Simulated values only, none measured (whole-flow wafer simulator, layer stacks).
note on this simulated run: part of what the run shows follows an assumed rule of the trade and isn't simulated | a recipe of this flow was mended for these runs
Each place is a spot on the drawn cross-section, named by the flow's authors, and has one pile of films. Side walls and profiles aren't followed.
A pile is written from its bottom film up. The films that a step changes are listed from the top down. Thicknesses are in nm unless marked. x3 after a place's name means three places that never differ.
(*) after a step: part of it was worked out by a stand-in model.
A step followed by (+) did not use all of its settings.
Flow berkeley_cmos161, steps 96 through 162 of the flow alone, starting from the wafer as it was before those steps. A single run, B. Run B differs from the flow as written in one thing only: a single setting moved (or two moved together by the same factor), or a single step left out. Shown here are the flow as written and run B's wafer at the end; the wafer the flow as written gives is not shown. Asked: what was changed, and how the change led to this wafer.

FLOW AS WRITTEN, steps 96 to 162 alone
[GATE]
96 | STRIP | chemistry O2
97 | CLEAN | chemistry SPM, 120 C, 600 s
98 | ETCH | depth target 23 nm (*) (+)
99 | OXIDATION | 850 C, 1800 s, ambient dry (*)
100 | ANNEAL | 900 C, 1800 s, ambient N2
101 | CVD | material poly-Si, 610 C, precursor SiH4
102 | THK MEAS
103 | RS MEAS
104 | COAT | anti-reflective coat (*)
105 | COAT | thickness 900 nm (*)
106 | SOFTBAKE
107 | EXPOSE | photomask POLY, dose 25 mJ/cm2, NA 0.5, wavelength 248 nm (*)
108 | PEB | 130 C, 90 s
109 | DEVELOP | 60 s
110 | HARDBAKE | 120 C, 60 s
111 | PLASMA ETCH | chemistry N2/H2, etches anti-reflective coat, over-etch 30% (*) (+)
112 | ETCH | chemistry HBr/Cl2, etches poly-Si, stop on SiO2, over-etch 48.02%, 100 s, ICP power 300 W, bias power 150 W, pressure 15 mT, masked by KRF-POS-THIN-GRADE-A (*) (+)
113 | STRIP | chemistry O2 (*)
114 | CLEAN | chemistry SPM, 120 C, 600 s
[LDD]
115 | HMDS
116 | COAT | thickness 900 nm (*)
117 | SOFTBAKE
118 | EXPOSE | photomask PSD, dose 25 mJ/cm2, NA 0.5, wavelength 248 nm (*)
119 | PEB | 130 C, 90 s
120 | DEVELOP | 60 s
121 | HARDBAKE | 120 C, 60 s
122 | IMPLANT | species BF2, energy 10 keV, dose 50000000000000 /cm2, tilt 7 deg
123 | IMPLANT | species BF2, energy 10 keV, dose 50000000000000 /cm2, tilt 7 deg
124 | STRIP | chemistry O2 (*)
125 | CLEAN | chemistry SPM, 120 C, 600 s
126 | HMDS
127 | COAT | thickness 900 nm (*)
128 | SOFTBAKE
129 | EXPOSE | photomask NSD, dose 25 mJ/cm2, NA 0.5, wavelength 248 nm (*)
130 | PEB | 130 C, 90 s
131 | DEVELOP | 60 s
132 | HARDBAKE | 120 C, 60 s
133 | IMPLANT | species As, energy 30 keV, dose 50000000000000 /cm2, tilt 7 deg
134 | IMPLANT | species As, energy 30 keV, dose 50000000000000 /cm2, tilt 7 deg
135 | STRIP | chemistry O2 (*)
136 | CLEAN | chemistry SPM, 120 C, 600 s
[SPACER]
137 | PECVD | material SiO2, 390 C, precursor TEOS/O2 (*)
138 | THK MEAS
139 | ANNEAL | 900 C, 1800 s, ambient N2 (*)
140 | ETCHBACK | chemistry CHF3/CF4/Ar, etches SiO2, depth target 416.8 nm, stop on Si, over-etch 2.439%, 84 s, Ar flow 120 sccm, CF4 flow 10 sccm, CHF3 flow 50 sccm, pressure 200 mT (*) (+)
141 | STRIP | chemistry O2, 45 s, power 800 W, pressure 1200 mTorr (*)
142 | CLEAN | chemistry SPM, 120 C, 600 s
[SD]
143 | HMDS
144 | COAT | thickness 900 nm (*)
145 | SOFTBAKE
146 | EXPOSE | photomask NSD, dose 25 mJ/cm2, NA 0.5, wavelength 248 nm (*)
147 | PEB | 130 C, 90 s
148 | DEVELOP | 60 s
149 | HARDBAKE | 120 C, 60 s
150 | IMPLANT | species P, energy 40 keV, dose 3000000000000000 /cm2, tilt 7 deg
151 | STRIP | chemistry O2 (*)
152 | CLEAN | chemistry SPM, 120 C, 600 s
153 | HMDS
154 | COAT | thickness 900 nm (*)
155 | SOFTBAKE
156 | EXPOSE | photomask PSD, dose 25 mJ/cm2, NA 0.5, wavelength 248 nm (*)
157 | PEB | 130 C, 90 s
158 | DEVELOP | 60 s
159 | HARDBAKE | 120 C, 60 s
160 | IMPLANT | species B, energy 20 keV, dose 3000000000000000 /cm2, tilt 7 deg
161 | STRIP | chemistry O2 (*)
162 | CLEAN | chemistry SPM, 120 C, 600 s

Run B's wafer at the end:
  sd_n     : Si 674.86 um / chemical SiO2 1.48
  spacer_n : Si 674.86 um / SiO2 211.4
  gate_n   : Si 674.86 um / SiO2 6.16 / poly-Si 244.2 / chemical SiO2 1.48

Cause: step 99, OXIDATION: 831 C was run, while the flow as written has 850 C.

Step by step, how the change led to this:
  99 | OXIDATION | 850 C, 1800 s, ambient dry (*)
      sd_n, spacer_n, gate_n, sd_p, spacer_p, gate_p, contact, m1: SiO2 gains 6.16 (new film), Si loses 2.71 (as written it would have been: SiO2 gains 7.48 (new film), Si loses 3.29)
